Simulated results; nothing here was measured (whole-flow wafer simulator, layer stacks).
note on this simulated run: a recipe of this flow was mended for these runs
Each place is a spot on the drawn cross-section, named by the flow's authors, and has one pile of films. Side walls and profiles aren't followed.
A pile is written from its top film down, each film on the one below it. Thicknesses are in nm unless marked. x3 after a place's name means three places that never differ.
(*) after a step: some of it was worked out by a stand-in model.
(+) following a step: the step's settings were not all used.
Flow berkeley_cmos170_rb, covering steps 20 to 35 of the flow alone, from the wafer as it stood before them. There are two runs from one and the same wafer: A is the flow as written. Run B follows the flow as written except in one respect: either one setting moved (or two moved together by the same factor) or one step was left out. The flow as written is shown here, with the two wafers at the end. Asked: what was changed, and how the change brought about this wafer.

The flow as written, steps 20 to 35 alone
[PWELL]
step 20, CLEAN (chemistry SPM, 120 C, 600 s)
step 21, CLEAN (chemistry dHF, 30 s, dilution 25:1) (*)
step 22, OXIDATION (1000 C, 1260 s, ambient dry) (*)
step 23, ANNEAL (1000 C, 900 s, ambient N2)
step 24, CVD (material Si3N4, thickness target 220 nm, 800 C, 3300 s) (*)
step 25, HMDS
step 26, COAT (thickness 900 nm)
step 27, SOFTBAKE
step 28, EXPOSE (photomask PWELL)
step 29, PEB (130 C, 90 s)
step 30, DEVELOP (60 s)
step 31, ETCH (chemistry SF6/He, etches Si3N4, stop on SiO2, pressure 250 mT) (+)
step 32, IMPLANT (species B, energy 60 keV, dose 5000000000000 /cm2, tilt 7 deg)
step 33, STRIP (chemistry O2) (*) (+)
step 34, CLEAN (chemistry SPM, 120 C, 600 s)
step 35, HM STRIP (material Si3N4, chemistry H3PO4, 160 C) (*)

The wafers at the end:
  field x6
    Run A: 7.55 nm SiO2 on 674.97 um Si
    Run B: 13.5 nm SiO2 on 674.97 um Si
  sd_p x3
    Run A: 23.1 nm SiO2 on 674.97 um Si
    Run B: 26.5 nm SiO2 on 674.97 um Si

What caused this: step 35, HM STRIP: 149 C was run, whereas the flow has 160 C.

Step by step, how the change led to this:
  step 35, HM STRIP (material Si3N4, chemistry H3PO4, 160 C) (*)
      field x6: A -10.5 SiO2 | B -4.57 SiO2
      sd_p x3: A -220 Si3N4 (all of it), -3.44 SiO2 | B -220 Si3N4 (all of it), -0.01 SiO2
